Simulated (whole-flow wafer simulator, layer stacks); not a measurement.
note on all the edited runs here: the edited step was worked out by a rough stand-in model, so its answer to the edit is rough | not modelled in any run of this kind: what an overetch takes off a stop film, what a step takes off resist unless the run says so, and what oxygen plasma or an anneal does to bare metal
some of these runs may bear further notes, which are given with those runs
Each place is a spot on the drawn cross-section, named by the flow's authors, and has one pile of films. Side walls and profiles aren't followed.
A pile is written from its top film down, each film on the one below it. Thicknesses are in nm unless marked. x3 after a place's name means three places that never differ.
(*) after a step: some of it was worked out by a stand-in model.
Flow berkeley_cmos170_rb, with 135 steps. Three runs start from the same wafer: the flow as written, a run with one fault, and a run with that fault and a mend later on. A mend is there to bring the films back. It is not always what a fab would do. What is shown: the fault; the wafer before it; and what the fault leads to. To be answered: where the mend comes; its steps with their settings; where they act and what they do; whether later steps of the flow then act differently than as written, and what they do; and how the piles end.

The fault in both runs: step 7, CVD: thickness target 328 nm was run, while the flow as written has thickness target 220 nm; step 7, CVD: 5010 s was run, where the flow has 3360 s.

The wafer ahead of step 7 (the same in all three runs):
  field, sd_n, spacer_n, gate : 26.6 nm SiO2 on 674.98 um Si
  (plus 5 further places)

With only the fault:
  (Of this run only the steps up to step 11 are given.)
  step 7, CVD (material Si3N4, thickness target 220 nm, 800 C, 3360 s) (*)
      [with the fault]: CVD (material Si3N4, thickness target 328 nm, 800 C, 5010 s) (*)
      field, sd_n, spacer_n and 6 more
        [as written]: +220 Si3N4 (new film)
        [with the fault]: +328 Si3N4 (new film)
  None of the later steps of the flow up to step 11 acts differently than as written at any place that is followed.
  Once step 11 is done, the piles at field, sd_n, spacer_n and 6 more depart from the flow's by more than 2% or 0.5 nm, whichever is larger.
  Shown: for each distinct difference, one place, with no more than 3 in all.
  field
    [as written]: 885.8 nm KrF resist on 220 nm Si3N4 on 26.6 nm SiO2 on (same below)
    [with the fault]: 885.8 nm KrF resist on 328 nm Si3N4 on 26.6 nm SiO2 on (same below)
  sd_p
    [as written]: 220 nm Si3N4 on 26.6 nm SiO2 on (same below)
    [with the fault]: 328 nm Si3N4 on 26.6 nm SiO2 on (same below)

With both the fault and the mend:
  The mend stands after step 7.
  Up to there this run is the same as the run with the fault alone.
  step 7a, ETCH (chemistry h3po4, depth target 377.6 nm)
      field, sd_n, spacer_n and 6 more
        -328 Si3N4 (all of it)
  step 7b, CLEAN (*) (a further turn of the flow's step 1)
      does not change any film at any place that is followed
  step 7c, CVD (material Si3N4, thickness target 220 nm, 800 C, 3360 s) (*) (a further turn of the flow's step 7)
      field, sd_n, spacer_n and 6 more
        +220 Si3N4 (new film)
  None of the later steps of the flow acts differently than as written at any place that is followed.
  By the end, the piles equal the flow's at every place that both follow.
